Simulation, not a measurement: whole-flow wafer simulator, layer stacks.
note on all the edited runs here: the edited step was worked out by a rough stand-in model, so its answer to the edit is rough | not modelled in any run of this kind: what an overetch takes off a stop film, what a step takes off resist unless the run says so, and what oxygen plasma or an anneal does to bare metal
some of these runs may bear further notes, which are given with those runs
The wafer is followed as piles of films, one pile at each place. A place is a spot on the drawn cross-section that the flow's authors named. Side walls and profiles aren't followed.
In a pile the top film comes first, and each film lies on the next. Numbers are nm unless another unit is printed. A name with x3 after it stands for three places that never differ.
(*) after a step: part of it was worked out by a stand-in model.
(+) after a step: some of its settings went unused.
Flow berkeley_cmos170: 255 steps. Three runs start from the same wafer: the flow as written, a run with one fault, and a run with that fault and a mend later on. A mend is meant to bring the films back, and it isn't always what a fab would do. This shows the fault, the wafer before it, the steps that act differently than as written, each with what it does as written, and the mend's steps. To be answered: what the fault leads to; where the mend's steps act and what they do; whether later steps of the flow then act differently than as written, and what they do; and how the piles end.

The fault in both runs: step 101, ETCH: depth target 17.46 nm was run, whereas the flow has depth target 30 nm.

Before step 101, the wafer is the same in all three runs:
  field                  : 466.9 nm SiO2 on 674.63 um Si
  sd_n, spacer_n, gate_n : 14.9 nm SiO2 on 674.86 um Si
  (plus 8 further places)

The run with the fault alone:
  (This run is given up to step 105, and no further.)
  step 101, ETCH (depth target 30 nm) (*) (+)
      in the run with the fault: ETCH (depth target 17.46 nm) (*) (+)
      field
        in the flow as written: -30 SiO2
        in the run with the fault: -17.5 SiO2
  None of the later steps of the flow up to step 105 differs from how it acts as written, at any place that is followed, by more than 2% or 0.5 nm, whichever is larger.
  The piles after step 105 differ from the flow's at field by more than 2% or 0.5 nm, whichever is larger.
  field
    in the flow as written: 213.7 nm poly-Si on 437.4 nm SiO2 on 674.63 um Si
    in the run with the fault: 213.7 nm poly-Si on 450 nm SiO2 on 674.63 um Si

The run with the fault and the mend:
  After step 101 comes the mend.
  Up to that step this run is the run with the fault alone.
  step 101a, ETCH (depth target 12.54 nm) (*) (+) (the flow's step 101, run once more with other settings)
      field
        -12.5 SiO2
  None of the later steps of the flow acts differently than as written at any place that is followed.
  The piles end the same as the flow's at every place that both follow.
